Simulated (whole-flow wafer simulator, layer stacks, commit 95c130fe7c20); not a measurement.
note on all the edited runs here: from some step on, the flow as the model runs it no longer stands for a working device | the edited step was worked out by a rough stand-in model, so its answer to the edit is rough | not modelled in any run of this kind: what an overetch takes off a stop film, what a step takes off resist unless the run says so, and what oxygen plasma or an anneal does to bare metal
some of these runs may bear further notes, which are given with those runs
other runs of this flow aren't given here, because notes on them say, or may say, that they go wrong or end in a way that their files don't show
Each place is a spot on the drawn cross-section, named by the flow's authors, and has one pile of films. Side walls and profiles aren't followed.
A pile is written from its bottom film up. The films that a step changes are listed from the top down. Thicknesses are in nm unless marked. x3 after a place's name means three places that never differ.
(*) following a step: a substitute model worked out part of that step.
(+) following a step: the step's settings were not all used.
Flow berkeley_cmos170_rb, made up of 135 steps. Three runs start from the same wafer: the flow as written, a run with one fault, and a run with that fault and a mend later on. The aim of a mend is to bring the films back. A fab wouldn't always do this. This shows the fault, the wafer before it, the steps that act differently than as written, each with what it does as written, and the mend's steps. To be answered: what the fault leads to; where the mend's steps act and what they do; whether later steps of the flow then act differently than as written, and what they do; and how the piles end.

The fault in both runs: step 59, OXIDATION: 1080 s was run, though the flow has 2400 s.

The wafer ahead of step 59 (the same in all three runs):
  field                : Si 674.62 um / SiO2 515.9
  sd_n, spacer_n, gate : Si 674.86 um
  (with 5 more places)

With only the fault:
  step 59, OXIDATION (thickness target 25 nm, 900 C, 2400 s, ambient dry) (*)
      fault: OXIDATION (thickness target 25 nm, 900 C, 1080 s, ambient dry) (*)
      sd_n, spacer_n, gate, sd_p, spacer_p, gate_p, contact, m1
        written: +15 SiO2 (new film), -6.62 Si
        fault: +9.12 SiO2 (new film), -4.01 Si
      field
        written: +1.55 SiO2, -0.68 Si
        fault: +0.7 SiO2, -0.31 Si
  Later steps of the flow acting differently than as written (31 more steps, not shown, differ only slightly: by at most 2% or 0.5 nm, whichever is larger):
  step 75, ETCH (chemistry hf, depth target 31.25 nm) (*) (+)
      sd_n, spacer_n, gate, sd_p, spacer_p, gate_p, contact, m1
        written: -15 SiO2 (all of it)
        fault: -9.12 SiO2 (all of it)
  When the end is reached, the piles differ only a little from the flow's at the places that both follow, at most by 2% or 0.5 nm, whichever is larger.

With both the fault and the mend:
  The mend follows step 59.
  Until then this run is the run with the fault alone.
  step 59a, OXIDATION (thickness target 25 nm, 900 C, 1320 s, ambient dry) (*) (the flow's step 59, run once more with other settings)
      sd_n, spacer_n, gate, sd_p, spacer_p, gate_p, contact, m1
        +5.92 SiO2, -2.6 Si
      field
        +0.85 SiO2, -0.37 Si
  None of the later steps of the flow acts differently than as written at any place that is followed.
  The piles end the same as the flow's at every place that both follow.
